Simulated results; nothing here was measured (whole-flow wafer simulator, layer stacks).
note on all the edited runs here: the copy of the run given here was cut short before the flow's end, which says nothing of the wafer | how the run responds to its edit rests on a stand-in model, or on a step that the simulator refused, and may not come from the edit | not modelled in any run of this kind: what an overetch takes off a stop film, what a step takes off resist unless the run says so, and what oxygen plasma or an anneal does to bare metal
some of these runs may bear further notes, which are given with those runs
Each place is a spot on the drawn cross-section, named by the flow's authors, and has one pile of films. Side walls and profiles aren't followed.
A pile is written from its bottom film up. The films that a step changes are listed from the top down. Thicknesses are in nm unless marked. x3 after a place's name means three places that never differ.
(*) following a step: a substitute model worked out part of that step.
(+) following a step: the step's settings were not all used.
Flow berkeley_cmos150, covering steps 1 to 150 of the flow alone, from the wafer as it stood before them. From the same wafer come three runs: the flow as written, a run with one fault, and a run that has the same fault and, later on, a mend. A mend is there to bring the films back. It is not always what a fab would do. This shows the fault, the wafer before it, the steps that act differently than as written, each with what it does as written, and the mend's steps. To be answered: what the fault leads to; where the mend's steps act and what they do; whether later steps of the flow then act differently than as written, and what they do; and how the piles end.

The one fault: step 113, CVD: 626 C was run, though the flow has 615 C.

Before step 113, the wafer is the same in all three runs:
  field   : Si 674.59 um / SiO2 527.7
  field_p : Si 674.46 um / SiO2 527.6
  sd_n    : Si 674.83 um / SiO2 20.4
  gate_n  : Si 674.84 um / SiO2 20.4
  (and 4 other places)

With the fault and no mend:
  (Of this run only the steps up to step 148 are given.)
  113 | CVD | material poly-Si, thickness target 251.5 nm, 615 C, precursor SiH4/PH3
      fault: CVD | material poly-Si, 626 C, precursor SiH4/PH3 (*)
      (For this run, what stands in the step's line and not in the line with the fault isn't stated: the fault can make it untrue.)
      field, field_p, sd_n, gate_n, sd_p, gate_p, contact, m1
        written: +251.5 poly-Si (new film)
        fault: +320.7 poly-Si (new film)
  Steps later in the flow that act otherwise than as written (not shown: 8 more steps that differ only slightly, by at most 2% or 0.5 nm, whichever is larger):
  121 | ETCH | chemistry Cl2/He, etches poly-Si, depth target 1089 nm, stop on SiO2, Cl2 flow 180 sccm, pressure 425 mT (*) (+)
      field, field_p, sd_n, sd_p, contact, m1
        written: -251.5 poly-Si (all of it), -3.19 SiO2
        fault: -320.7 poly-Si (all of it), -3.19 SiO2
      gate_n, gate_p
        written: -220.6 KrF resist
        fault: -270 KrF resist
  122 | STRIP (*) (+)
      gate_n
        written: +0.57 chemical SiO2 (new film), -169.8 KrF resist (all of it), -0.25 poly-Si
        fault: +0.61 chemical SiO2 (new film), -120.2 KrF resist (all of it), -0.27 poly-Si
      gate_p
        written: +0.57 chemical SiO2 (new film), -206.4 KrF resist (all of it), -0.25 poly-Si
        fault: +0.61 chemical SiO2 (new film), -156.4 KrF resist (all of it), -0.27 poly-Si
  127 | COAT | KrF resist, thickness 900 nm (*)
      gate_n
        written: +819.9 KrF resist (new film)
        fault: +768.9 KrF resist (new film)
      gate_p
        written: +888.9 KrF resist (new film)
        fault: +836.7 KrF resist (new film)
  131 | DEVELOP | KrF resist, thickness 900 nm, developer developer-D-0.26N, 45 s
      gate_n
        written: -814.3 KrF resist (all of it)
        fault: -763.6 KrF resist (all of it)
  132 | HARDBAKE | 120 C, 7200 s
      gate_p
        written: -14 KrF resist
        fault: -13.1 KrF resist
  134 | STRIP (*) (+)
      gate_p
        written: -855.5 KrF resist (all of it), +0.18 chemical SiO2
        fault: -804.6 KrF resist (all of it), +0.18 chemical SiO2, -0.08 poly-Si
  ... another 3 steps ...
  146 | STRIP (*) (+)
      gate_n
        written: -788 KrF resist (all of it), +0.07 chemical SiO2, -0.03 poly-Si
        fault: -738.2 KrF resist (all of it), +0.07 chemical SiO2
  Once step 148 is done, the piles at gate_n, gate_p depart from the flow's by more than 2% or 0.5 nm, whichever is larger.
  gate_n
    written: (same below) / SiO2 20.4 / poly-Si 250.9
    fault: (same below) / SiO2 20.4 / poly-Si 320.2
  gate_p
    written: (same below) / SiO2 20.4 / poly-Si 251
    fault: (same below) / SiO2 20.4 / poly-Si 320.2

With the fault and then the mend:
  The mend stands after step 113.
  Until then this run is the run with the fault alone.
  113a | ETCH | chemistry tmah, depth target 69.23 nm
      field, field_p, sd_n, gate_n, sd_p, gate_p, contact, m1
        -69.2 poly-Si
  None of the later steps of the flow differs from how it acts as written, at any place that is followed, by more than 2% or 0.5 nm, whichever is larger.
  When the end is reached, the piles differ only a little from the flow's at the places that both follow, at most by 2% or 0.5 nm, whichever is larger.
